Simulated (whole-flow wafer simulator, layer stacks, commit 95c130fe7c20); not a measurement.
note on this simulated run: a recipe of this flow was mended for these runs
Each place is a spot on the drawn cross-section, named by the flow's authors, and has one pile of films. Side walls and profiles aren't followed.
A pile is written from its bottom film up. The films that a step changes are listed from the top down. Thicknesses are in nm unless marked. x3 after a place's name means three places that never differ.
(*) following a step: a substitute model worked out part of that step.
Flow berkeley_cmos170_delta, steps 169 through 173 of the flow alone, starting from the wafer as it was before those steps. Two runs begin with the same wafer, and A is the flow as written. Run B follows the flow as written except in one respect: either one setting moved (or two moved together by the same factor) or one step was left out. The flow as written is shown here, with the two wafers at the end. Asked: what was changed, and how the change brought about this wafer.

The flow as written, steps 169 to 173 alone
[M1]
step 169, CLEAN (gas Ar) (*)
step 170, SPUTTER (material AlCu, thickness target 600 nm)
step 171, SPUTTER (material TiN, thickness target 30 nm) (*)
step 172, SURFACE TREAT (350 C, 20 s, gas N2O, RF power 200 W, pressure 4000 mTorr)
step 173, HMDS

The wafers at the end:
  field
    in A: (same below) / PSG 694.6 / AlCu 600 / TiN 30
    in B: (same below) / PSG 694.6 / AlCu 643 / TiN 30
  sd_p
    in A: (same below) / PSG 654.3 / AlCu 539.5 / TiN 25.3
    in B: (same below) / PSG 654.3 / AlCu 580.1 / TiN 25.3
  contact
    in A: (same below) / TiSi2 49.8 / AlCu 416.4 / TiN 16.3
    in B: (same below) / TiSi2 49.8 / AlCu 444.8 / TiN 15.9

What caused this: step 170, SPUTTER: thickness target 643 nm was run, while the flow as written has thickness target 600 nm.
The wafer itself shows it: field has AlCu 643, and step 170 as written asks for 600 nm.

The path from the change to this, step by step:
  step 170, SPUTTER (material AlCu, thickness target 600 nm)
      field, sd_n, spacer_n, gate, spacer_p, gate_p, m1: A AlCu gains 600 (new film) | B AlCu gains 643 (new film)
      sd_p: A AlCu gains 539.5 (new film) | B AlCu gains 580.1 (new film)
      (and at 1 other place as well)
